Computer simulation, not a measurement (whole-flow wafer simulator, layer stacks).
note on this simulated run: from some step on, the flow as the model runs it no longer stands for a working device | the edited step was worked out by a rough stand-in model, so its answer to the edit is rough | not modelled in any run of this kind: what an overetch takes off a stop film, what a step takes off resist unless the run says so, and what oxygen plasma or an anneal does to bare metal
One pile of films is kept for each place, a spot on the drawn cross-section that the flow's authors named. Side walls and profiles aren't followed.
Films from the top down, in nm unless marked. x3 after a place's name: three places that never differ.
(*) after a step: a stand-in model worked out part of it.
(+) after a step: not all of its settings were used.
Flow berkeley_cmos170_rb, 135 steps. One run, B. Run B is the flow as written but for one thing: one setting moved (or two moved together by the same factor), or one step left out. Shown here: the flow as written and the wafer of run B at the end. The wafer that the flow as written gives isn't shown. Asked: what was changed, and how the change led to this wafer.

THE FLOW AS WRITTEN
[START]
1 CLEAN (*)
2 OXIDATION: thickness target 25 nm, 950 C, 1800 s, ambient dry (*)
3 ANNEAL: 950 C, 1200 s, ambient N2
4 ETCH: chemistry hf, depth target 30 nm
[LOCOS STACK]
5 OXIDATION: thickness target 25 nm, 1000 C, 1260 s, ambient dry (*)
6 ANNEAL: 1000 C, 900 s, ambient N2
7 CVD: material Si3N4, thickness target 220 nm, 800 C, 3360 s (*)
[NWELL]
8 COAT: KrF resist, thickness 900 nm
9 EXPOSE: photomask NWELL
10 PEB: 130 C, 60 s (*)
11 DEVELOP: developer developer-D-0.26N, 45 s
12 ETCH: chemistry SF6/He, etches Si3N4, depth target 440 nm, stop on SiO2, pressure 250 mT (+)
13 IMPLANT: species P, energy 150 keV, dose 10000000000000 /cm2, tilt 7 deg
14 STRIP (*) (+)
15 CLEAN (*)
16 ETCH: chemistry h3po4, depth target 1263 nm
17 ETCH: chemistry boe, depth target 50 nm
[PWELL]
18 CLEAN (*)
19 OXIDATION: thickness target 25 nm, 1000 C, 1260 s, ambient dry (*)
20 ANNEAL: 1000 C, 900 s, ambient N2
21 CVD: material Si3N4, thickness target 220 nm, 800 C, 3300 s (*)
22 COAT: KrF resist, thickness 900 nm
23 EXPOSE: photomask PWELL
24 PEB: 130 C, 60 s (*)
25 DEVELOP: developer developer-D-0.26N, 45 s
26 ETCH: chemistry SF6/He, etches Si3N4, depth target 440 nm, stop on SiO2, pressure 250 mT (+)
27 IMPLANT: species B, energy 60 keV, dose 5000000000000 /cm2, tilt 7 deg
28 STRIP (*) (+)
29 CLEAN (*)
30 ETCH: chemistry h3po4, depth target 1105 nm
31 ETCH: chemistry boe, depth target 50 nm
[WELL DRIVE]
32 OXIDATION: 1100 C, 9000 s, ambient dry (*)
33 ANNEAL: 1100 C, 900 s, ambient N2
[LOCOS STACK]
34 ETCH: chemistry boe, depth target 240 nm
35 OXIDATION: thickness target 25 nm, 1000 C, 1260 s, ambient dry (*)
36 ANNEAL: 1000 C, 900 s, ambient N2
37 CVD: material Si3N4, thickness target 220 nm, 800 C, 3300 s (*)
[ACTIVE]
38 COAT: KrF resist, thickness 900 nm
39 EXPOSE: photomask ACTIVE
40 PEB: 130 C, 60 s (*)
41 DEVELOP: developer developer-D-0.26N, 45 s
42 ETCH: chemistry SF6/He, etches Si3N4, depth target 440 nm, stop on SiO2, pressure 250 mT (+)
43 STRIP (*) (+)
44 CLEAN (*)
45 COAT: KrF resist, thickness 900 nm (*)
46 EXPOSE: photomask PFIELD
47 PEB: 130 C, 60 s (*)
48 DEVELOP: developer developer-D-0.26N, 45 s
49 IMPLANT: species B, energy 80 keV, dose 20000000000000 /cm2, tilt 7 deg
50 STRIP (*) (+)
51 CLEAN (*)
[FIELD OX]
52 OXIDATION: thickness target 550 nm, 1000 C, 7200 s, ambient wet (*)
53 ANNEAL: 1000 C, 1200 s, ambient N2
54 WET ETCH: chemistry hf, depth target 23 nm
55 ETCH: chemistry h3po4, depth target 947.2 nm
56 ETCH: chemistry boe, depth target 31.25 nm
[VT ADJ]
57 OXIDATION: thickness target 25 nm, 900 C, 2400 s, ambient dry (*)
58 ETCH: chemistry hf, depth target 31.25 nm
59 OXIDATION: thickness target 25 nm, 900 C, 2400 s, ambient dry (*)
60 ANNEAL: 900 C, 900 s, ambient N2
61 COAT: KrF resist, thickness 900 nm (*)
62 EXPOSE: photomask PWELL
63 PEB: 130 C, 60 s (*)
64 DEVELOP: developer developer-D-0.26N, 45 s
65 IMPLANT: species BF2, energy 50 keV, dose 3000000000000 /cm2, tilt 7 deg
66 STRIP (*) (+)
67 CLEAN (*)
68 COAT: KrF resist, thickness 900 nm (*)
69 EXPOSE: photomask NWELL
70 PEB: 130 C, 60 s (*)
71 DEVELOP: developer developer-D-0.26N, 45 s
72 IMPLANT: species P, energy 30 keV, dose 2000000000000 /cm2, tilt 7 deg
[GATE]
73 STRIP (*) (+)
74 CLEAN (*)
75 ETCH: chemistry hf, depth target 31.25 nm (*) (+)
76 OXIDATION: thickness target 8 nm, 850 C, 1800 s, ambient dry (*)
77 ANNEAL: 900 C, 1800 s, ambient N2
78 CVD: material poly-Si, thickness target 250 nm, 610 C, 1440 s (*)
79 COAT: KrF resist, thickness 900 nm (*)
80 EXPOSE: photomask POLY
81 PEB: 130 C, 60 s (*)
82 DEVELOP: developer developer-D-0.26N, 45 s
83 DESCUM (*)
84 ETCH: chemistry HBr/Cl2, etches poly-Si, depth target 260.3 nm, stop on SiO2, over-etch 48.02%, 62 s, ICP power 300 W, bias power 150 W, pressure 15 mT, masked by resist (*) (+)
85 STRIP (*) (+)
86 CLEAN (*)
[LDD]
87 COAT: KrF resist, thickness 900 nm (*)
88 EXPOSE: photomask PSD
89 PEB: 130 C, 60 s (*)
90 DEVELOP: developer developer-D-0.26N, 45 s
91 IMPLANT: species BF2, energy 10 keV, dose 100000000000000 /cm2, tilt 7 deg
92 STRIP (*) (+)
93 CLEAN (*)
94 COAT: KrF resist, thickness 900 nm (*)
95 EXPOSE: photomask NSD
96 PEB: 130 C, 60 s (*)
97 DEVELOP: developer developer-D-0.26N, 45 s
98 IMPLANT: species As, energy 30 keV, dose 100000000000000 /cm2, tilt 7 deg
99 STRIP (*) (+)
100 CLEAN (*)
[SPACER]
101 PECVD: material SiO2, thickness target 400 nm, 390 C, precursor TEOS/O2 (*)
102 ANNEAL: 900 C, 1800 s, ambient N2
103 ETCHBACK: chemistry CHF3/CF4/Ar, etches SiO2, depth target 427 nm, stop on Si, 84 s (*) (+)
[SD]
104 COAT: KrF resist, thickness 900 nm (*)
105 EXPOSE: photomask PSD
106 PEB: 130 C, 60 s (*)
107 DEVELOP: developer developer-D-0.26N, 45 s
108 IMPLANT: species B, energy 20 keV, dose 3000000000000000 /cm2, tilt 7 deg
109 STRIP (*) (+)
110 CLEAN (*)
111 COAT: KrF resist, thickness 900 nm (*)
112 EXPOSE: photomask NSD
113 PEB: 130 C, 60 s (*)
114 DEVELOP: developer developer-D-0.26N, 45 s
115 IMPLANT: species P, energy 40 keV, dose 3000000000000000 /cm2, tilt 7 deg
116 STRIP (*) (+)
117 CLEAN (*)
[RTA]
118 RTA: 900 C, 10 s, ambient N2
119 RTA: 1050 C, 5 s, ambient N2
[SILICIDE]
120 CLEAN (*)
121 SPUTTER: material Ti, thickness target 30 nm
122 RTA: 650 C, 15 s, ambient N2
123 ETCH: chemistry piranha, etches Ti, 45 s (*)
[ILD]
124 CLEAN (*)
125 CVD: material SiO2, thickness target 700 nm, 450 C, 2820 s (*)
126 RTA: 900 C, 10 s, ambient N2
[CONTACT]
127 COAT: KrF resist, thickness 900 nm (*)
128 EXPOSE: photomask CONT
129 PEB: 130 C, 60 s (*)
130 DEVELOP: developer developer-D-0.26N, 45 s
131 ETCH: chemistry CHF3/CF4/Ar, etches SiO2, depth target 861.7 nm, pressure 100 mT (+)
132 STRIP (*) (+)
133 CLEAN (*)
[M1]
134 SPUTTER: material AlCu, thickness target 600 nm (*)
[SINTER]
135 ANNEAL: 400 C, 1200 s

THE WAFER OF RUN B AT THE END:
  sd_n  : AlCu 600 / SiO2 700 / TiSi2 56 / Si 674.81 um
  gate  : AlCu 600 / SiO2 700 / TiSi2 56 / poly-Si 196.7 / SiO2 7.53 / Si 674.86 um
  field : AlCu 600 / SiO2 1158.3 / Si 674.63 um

The cause: step 32, OXIDATION: 7200 s was run, where the flow has 9000 s.

How the change led to this, step by step:
  32 OXIDATION: 1100 C, 9000 s, ambient dry (*)
      field, sd_n, spacer_n and 6 more: SiO2 +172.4 (new film), Si -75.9 (as written it would be: SiO2 +197.6 (new film), Si -86.9)
  34 ETCH: chemistry boe, depth target 240 nm
      field, sd_n, spacer_n and 6 more: SiO2 -172.4 (all of it) (as written it would be: SiO2 -197.6 (all of it))
